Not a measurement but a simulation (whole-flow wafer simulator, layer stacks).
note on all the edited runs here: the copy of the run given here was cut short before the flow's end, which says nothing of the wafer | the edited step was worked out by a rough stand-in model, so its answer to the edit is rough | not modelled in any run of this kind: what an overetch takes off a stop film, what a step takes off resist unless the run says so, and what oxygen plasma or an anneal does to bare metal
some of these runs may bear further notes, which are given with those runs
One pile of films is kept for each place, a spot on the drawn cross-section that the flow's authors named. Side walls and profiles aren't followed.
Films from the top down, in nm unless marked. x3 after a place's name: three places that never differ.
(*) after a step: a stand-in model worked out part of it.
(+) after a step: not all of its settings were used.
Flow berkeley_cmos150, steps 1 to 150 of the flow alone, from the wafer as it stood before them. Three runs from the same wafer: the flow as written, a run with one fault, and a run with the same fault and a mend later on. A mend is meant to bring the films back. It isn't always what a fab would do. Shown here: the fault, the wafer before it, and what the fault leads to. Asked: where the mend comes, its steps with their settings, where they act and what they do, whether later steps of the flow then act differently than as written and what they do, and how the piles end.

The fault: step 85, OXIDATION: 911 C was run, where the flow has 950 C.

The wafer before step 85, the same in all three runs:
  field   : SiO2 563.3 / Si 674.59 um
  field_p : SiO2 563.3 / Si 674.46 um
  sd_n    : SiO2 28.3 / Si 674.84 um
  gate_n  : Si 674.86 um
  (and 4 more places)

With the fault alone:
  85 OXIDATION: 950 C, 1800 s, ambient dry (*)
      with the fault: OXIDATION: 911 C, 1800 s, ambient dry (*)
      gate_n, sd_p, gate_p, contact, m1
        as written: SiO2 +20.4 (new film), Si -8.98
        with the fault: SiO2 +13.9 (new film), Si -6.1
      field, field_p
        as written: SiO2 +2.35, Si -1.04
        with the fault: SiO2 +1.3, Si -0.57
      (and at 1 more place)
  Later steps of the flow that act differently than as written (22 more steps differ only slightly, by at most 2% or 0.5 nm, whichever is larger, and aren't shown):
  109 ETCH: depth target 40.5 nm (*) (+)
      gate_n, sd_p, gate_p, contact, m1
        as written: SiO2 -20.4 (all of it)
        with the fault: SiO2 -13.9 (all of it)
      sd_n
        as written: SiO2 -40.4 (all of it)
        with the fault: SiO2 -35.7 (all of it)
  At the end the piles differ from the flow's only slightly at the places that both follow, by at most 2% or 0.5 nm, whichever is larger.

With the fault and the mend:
  The mend comes after step 94.
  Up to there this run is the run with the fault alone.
  94a STRIP (*) (+)
      field_p
        KrF resist -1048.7 (all of it)
      sd_p
        KrF resist -1275.1 (all of it)
      gate_p
        KrF resist -1249.6 (all of it)
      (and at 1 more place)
  94b CLEAN: chemistry SPM, 600 s (the flow's step 77 once more)
      changes no film at any place that is followed
  94c OXIDATION: 950 C, 714 s, ambient dry (*) (the flow's step 85 once more, with other settings)
      gate_n, sd_p, gate_p, contact, m1
        SiO2 +6.49, Si -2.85
      field, field_p
        SiO2 +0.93, Si -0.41
      sd_n
        SiO2 +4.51, Si -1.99
  94d HMDS (the flow's step 88 once more)
      changes no film at any place that is followed
  94e COAT: KrF resist, thickness 1100 nm (*) (the flow's step 89 once more)
      field
        KrF resist +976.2 (new film)
      field_p
        KrF resist +1087.8 (new film)
      sd_n
        KrF resist +1243 (new film)
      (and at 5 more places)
  94f SOFTBAKE: KrF resist (the flow's step 90 once more)
      changes no film at any place that is followed
  94g EXPOSE: photomask NWELL INV, NA 0.5, wavelength 248 nm (*) (the flow's step 91 once more)
      changes no film at any place that is followed
  94h PEB: KrF resist, 110 C, 90 s (the flow's step 92 once more)
      field
        KrF resist -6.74
      field_p
        KrF resist -7.53
      sd_n
        KrF resist -8.63
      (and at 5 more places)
  94i DEVELOP: KrF resist, thickness 1100 nm, developer developer-D-0.26N, 45 s (the flow's step 93 once more)
      field_p, sd_p, gate_p, m1
        KrF resist -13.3
      field
        KrF resist -969.5 (all of it)
      sd_n
        KrF resist -1234.4 (all of it)
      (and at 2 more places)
  94j HARDBAKE: 120 C, 7200 s (the flow's step 94 once more)
      field_p
        KrF resist -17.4
      sd_p
        KrF resist -21.4
      gate_p
        KrF resist -20.9
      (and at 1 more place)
  No later step of the flow acts differently than as written, at any place that is followed, by more than 2% or 0.5 nm, whichever is larger.
  At the end the piles differ from the flow's only slightly at the places that both follow, by at most 2% or 0.5 nm, whichever is larger.
